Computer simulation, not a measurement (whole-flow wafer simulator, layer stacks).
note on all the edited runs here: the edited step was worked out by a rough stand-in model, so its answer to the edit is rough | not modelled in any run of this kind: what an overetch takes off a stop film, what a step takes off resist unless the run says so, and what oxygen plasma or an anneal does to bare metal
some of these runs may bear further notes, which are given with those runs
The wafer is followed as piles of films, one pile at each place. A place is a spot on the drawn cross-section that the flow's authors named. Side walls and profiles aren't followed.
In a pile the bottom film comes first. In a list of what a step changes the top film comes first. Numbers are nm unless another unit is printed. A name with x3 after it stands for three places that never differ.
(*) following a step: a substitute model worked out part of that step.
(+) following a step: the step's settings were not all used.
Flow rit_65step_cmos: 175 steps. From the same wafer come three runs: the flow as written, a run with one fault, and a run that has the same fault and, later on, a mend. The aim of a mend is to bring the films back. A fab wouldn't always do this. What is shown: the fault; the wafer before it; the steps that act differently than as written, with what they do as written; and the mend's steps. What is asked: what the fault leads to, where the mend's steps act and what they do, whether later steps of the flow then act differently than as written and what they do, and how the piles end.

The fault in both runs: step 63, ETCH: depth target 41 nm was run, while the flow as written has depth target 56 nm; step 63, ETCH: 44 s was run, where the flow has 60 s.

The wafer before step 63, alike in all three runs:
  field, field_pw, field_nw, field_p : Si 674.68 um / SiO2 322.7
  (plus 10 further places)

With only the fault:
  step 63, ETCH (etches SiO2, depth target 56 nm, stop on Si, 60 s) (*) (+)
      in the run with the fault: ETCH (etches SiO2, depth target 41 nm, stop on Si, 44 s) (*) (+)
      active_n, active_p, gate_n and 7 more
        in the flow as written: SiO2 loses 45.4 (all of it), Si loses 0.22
        in the run with the fault: SiO2 loses 41.1
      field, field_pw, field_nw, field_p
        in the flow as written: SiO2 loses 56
        in the run with the fault: SiO2 loses 41.1
  Steps later in the flow that act otherwise than as written (37 more steps, not shown, differ only slightly: by at most 2% or 0.5 nm, whichever is larger):
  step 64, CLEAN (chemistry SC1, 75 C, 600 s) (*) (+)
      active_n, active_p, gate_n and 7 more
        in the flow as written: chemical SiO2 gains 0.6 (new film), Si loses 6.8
        in the run with the fault: SiO2 loses 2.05
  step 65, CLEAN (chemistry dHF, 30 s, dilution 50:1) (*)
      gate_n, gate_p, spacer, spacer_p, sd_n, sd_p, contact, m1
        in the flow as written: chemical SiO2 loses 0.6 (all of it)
        in the run with the fault: SiO2 loses 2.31 (all of it)
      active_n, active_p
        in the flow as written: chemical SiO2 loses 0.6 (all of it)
        in the run with the fault: SiO2 loses 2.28 (all of it)
  By the end, the piles at field, field_pw, field_nw, field_p depart from the flow's by more than 2% or 0.5 nm, whichever is larger.
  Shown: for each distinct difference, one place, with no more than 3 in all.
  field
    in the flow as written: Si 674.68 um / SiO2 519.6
    in the run with the fault: Si 674.68 um / SiO2 534.4
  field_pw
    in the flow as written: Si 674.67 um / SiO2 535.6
    in the run with the fault: Si 674.67 um / SiO2 550.4
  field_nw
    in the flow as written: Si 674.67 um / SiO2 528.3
    in the run with the fault: Si 674.67 um / SiO2 543.1

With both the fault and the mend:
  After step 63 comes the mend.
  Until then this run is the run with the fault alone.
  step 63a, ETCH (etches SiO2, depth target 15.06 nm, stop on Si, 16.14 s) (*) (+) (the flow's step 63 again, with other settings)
      gate_n, gate_p, spacer, spacer_p, sd_n, sd_p, contact, m1
        SiO2 loses 4.36 (all of it)
      field, field_pw, field_nw, field_p
        SiO2 loses 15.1
      active_n, active_p
        SiO2 loses 4.33 (all of it)
  Every later step of the flow that is run acts as written, at every place that is followed, to within 2% or 0.5 nm, whichever is larger.
  When the end is reached, the piles differ only a little from the flow's at the places that both follow, at most by 2% or 0.5 nm, whichever is larger.
